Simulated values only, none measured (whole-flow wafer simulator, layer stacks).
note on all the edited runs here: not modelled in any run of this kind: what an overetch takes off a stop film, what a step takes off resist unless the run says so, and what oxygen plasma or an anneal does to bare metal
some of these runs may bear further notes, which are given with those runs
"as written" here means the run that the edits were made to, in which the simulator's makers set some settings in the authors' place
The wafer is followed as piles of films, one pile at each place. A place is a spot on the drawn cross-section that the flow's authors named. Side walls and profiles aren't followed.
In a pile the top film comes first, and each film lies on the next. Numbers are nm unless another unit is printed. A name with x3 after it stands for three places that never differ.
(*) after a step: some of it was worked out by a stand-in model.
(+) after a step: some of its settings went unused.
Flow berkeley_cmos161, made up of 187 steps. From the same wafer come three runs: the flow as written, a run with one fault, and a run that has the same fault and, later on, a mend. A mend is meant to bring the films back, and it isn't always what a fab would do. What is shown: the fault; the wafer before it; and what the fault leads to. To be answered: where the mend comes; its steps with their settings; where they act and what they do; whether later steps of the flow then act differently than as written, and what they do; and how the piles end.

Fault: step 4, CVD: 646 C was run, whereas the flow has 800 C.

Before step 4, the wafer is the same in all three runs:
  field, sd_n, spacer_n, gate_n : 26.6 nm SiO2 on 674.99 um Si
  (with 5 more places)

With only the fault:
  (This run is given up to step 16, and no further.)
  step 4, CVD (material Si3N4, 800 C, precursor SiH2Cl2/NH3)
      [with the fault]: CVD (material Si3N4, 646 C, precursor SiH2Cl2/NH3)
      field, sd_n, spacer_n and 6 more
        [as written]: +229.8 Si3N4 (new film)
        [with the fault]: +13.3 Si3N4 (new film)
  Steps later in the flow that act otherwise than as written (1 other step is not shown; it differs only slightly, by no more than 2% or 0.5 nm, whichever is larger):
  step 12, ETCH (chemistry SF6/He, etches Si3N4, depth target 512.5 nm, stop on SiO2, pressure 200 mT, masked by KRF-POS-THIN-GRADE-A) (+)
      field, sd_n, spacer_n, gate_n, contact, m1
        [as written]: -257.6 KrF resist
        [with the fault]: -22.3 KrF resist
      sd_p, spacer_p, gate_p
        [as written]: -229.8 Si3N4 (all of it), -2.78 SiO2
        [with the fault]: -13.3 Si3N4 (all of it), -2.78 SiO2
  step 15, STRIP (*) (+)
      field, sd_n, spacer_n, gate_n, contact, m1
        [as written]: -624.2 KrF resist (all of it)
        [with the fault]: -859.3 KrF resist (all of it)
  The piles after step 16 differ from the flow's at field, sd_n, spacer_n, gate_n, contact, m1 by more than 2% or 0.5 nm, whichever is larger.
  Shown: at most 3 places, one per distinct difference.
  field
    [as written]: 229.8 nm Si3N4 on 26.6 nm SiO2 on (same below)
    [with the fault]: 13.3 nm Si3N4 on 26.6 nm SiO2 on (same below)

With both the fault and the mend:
  The mend follows step 11.
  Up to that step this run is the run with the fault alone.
  step 11a, STRIP (*) (+)
      field, sd_n, spacer_n, gate_n, contact, m1
        -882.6 KrF resist (all of it)
  step 11b, CLEAN (chemistry SC1/SC2) (*) (the flow's step 1, run once more)
      alters no film at any place that is followed
  step 11c, CVD (material Si3N4, 800 C, precursor SiH2Cl2/NH3) (the flow's step 4, run once more with other settings, which are not printed)
      field, sd_n, spacer_n and 6 more
        +216.5 Si3N4
  step 11d, HMDS (the flow's step 5, run once more)
      alters no film at any place that is followed
  step 11e, COAT (KrF resist, thickness 900 nm) (the flow's step 6, run once more)
      field, sd_n, spacer_n and 6 more
        +900 KrF resist (new film)
  step 11f, SOFTBAKE (KrF resist) (the flow's step 7, run once more)
      alters no film at any place that is followed
  step 11g, EXPOSE (photomask NWELL, dose 25 mJ/cm2, NA 0.35, wavelength 248 nm) (*) (the flow's step 8, run once more)
      alters no film at any place that is followed
  step 11h, PEB (KrF resist, 130 C) (the flow's step 9, run once more)
      field, sd_n, spacer_n and 6 more
        -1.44 KrF resist
  step 11i, DEVELOP (KrF resist, thickness 900 nm, developer developer-D-0.26N) (the flow's step 10, run once more)
      field, sd_n, spacer_n, gate_n, contact, m1
        -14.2 KrF resist
      sd_p, spacer_p, gate_p
        -898.6 KrF resist (all of it)
  step 11j, HARDBAKE (120 C, 3600 s) (the flow's step 11, run once more)
      field, sd_n, spacer_n, gate_n, contact, m1
        -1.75 KrF resist
  Every later step of the flow that is run acts as written at every place that is followed.
  At every place that both follow, the piles at the end match the flow's.
